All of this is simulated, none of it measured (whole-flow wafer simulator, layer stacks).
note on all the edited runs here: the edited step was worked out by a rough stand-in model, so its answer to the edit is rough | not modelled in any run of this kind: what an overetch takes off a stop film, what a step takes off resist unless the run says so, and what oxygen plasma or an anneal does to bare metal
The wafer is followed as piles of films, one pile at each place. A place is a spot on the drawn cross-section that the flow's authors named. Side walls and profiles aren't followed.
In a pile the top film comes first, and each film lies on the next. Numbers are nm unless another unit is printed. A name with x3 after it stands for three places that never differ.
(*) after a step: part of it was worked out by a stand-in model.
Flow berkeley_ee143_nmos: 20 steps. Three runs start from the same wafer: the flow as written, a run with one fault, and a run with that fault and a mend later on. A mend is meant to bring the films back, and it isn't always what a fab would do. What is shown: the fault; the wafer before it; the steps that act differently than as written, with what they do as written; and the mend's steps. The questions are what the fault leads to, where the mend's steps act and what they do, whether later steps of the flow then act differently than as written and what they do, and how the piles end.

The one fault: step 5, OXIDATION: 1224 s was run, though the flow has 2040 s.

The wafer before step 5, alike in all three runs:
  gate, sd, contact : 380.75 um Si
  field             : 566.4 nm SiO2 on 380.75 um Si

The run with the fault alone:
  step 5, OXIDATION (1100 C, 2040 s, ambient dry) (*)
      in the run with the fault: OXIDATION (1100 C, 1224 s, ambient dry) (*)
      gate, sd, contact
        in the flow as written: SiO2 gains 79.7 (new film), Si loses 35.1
        in the run with the fault: SiO2 gains 58.8 (new film), Si loses 25.9
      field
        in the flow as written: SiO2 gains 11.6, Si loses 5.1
        in the run with the fault: SiO2 gains 6.99, Si loses 3.08
  Steps later in the flow that act otherwise than as written (not shown: 1 more step that differs only slightly, by at most 2% or 0.5 nm, whichever is larger):
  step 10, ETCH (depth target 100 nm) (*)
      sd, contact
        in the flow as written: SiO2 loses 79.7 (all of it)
        in the run with the fault: SiO2 loses 58.8 (all of it)
  By the end, the piles at gate depart from the flow's by more than 2% or 0.5 nm, whichever is larger.
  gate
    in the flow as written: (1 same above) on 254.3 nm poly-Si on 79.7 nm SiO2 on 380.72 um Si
    in the run with the fault: (1 same above) on 254.3 nm poly-Si on 58.8 nm SiO2 on 380.73 um Si

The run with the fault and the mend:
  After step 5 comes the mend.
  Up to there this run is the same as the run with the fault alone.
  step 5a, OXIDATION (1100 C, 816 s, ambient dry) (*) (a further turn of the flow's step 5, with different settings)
      gate, sd, contact
        SiO2 gains 20.9, Si loses 9.21
      field
        SiO2 gains 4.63, Si loses 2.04
  Later steps of the flow that are run all act as written at every place that is followed, up to a difference of at most 2% or 0.5 nm, whichever is larger.
  At the end the piles are close to the flow's at the places that both follow, differing by at most 2% or 0.5 nm, whichever is larger.
